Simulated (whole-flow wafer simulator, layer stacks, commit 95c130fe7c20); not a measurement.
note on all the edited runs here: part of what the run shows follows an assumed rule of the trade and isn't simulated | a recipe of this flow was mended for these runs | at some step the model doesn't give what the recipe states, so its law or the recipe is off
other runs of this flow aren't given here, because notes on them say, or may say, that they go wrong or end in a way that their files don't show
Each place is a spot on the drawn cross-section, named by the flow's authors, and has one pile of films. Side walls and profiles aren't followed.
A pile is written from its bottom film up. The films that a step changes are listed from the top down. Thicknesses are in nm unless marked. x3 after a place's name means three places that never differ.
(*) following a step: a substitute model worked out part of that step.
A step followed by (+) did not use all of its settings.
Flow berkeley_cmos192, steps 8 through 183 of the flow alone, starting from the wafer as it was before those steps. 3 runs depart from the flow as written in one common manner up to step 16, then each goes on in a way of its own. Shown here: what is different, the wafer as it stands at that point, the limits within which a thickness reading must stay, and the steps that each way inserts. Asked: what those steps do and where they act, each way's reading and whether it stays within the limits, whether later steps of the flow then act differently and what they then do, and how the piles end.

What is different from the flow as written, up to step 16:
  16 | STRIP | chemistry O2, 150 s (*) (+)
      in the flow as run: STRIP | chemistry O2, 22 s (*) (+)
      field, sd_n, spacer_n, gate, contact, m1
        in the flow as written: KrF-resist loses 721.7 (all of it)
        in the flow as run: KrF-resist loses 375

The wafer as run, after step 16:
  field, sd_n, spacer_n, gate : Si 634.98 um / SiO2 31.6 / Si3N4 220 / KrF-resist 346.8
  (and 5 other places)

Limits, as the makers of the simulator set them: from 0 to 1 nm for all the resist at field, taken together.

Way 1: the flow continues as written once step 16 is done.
  After step 16, the reading is 346.8 nm, outside the limits.
  Later steps of the flow acting differently than as written (2 other steps are not shown; they differ only slightly, by no more than 2% or 0.5 nm, whichever is larger):
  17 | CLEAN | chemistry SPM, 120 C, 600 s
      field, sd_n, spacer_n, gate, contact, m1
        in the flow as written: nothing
        going this way: KrF-resist loses 346.8 (all of it)
  By the end, the piles equal the flow's at every place that both follow.

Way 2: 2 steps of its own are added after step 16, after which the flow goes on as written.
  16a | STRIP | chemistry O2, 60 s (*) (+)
      field, sd_n, spacer_n, gate, contact, m1
        KrF-resist loses 346.8 (all of it)
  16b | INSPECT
      leaves every film unchanged at each place that is followed
  After step 16b, the reading is 0 nm, within the limits.
  Every later step of the flow that is run acts as written, at every place that is followed, to within 2% or 0.5 nm, whichever is larger.
  By the end, the piles equal the flow's at every place that both follow.

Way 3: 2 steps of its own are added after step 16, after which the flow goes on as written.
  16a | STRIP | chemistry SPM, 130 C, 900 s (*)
      field, sd_n, spacer_n, gate, contact, m1
        KrF-resist loses 346.8 (all of it)
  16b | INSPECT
      leaves every film unchanged at each place that is followed
  After step 16b, the reading is 0 nm, within the limits.
  Every later step of the flow that is run acts as written, at every place that is followed, to within 2% or 0.5 nm, whichever is larger.
  By the end, the piles equal the flow's at every place that both follow.

Inside the limits: way 2, way 3. Outside the limits: way 1.
